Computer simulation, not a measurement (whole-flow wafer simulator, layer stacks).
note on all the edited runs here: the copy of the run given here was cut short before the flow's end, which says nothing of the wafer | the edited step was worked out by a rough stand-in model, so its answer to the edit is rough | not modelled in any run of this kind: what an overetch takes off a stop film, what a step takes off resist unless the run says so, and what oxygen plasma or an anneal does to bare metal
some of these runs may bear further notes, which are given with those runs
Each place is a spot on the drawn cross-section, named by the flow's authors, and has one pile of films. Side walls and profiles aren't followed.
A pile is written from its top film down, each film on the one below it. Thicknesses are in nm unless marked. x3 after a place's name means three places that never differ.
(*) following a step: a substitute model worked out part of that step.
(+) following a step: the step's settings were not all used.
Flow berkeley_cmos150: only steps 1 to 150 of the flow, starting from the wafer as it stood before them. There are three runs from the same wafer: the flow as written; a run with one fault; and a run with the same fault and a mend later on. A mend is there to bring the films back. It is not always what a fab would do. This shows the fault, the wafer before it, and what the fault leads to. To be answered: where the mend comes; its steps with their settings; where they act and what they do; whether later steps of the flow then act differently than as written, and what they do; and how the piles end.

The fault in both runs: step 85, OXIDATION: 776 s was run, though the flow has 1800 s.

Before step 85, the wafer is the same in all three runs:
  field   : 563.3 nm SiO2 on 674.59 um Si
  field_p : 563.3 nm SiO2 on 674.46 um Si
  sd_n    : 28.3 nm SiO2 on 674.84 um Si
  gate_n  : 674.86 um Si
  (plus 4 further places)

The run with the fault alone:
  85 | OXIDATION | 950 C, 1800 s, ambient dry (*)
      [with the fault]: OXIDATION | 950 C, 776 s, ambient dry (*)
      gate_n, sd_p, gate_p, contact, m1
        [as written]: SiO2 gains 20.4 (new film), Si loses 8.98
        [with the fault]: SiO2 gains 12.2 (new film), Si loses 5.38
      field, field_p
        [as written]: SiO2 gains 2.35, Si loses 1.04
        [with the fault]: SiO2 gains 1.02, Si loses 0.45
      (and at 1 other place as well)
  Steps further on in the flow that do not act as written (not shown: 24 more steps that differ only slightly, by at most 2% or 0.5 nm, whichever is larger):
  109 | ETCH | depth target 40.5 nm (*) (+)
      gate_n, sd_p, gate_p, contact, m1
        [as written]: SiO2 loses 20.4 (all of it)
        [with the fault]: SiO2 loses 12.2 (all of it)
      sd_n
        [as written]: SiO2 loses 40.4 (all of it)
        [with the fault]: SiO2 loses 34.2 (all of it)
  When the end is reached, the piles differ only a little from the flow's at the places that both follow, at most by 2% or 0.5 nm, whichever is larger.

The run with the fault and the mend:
  The mend follows step 94.
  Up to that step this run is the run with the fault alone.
  94a | STRIP (*) (+)
      field_p
        KrF resist loses 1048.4 (all of it)
      sd_p
        KrF resist loses 1275.4 (all of it)
      gate_p
        KrF resist loses 1250 (all of it)
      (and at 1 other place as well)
  94b | CLEAN | chemistry SPM, 600 s (a further turn of the flow's step 77)
      alters no film at any place that is followed
  94c | OXIDATION | 950 C, 914 s, ambient dry (*) (a further turn of the flow's step 85, with different settings)
      gate_n, sd_p, gate_p, contact, m1
        SiO2 gains 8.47, Si loses 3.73
      field, field_p
        SiO2 gains 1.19, Si loses 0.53
      sd_n
        SiO2 gains 5.9, Si loses 2.6
  94d | HMDS (a further turn of the flow's step 88)
      alters no film at any place that is followed
  94e | COAT | KrF resist, thickness 1100 nm (*) (a further turn of the flow's step 89)
      field
        KrF resist gains 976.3 (new film)
      field_p
        KrF resist gains 1087.8 (new film)
      sd_n
        KrF resist gains 1243.1 (new film)
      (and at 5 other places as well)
  94f | SOFTBAKE | KrF resist (a further turn of the flow's step 90)
      alters no film at any place that is followed
  94g | EXPOSE | photomask NWELL INV, NA 0.5, wavelength 248 nm (*) (a further turn of the flow's step 91)
      alters no film at any place that is followed
  94h | PEB | KrF resist, 110 C, 90 s (a further turn of the flow's step 92)
      field
        KrF resist loses 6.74
      field_p
        KrF resist loses 7.53
      sd_n
        KrF resist loses 8.63
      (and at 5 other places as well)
  94i | DEVELOP | KrF resist, thickness 1100 nm, developer developer-D-0.26N, 45 s (a further turn of the flow's step 93)
      field_p, sd_p, gate_p, m1
        KrF resist loses 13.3
      field
        KrF resist loses 969.5 (all of it)
      sd_n
        KrF resist loses 1234.5 (all of it)
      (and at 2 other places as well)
  94j | HARDBAKE | 120 C, 7200 s (a further turn of the flow's step 94)
      field_p
        KrF resist loses 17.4
      sd_p
        KrF resist loses 21.4
      gate_p
        KrF resist loses 20.9
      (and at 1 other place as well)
  Every later step of the flow that is run acts as written, at every place that is followed, to within 2% or 0.5 nm, whichever is larger.
  When the end is reached, the piles differ only a little from the flow's at the places that both follow, at most by 2% or 0.5 nm, whichever is larger.
